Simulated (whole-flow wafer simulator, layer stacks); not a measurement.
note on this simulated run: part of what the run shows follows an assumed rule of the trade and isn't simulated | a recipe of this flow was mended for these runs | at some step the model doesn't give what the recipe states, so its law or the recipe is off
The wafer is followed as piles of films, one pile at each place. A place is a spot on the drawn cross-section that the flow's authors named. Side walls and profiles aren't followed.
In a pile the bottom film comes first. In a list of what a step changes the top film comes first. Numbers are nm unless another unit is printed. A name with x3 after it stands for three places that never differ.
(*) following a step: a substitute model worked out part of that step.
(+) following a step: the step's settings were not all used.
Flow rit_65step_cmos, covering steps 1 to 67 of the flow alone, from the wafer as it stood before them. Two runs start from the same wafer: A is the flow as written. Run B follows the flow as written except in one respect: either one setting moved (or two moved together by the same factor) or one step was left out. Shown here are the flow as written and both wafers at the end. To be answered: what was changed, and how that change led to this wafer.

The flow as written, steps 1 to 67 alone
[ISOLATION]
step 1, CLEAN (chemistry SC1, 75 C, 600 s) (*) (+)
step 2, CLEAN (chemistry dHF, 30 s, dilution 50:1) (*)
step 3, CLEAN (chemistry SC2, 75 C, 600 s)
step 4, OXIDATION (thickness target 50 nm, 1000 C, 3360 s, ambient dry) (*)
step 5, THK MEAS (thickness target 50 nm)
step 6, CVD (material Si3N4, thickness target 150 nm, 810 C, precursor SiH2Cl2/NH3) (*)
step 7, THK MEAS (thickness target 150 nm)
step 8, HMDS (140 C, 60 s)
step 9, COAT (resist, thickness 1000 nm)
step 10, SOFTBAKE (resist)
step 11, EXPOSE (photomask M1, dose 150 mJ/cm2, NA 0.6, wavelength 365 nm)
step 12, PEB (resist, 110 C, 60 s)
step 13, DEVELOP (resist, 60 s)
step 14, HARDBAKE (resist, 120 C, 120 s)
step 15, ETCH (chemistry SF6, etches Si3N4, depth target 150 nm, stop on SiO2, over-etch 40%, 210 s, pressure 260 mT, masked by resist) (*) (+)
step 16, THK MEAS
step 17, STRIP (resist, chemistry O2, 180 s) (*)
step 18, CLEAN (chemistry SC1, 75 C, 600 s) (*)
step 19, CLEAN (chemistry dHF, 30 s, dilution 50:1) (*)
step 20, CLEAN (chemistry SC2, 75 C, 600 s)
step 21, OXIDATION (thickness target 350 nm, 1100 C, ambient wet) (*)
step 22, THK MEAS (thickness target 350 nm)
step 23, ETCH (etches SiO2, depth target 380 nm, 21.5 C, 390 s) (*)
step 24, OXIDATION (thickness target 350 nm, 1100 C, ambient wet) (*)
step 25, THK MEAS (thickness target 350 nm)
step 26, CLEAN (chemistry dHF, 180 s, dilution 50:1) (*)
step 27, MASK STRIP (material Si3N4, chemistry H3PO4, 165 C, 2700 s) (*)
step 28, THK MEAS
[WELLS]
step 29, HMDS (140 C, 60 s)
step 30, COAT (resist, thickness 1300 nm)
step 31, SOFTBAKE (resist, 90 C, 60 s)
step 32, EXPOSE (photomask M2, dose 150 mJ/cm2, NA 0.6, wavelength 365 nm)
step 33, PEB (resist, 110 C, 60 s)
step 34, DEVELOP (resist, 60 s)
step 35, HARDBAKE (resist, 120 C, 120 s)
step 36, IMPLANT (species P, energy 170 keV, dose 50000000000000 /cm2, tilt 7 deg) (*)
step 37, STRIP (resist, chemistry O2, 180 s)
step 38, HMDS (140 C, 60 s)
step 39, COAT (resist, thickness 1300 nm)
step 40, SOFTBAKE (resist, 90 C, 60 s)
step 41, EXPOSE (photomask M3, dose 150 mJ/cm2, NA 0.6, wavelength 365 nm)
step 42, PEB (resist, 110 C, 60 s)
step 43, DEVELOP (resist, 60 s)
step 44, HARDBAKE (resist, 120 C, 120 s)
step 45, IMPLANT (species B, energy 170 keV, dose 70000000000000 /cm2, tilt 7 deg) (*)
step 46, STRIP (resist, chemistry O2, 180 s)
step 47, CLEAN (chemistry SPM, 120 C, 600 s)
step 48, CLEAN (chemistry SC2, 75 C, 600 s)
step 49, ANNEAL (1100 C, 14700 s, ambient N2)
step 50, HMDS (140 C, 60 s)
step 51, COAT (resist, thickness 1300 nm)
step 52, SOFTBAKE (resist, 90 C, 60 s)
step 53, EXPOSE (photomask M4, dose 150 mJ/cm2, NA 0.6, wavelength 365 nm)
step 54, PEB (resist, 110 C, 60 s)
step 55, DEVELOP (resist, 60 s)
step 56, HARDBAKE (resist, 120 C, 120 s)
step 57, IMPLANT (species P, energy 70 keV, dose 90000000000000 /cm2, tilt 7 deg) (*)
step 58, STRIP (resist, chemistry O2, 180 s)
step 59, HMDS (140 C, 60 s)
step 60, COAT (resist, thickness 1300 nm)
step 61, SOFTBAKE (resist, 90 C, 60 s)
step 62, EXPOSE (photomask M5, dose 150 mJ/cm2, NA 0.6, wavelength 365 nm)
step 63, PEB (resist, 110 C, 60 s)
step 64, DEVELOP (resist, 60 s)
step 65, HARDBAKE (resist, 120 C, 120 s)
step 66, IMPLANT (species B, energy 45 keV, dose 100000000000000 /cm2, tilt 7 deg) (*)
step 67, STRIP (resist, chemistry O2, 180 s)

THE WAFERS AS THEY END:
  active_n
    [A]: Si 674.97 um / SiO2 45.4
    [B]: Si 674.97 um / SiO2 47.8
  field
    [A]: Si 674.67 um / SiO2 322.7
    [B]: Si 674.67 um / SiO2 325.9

What caused this: step 27, MASK STRIP: 160 C was run, while the flow as written has 165 C.

Step by step, how the change led to this:
  step 27, MASK STRIP (material Si3N4, chemistry H3PO4, 165 C, 2700 s) (*)
      active_n, active_p, gate_n and 7 more: A -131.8 Si3N4 (all of it), -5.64 SiO2 | B -131.8 Si3N4 (all of it), -3.28 SiO2
      field, field_pw, field_nw, field_p: A -10.7 SiO2 | B -7.4 SiO2
